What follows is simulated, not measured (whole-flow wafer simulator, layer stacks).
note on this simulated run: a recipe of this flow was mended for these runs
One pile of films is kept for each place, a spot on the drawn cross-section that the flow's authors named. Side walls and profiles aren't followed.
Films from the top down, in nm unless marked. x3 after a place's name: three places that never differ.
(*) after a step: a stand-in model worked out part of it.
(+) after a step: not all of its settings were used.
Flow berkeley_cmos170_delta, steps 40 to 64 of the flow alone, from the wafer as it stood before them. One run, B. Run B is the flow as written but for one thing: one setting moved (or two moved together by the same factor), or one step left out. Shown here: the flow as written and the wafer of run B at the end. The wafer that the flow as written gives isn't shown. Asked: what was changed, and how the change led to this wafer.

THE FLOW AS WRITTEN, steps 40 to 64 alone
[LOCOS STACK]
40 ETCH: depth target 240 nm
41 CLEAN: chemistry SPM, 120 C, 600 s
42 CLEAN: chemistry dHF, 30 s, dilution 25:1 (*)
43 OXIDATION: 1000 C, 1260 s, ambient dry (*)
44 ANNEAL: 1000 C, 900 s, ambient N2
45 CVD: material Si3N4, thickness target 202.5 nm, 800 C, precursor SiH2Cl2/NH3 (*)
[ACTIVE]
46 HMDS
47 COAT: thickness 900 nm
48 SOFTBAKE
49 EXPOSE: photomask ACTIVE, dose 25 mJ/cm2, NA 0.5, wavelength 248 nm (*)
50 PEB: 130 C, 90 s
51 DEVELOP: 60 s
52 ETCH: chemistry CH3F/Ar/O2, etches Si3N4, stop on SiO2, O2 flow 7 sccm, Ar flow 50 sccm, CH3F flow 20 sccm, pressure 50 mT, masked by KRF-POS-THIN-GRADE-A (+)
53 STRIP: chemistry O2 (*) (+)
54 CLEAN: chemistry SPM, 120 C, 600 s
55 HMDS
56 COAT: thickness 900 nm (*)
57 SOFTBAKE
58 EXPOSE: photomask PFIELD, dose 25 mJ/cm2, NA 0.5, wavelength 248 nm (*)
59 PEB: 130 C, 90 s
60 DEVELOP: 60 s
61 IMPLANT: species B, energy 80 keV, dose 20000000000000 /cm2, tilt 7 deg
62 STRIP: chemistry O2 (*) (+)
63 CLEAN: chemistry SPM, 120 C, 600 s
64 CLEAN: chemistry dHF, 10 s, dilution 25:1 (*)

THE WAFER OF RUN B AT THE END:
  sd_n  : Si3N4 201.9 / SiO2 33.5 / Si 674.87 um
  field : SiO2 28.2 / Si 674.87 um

The cause: step 43, OXIDATION: 1027 C was run, where the flow has 1000 C.

How the change led to this, step by step:
  43 OXIDATION: 1000 C, 1260 s, ambient dry (*)
      field, sd_n, spacer_n and 6 more: SiO2 +33.5 (new film), Si -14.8 (as written it would be: SiO2 +26.6 (new film), Si -11.7)
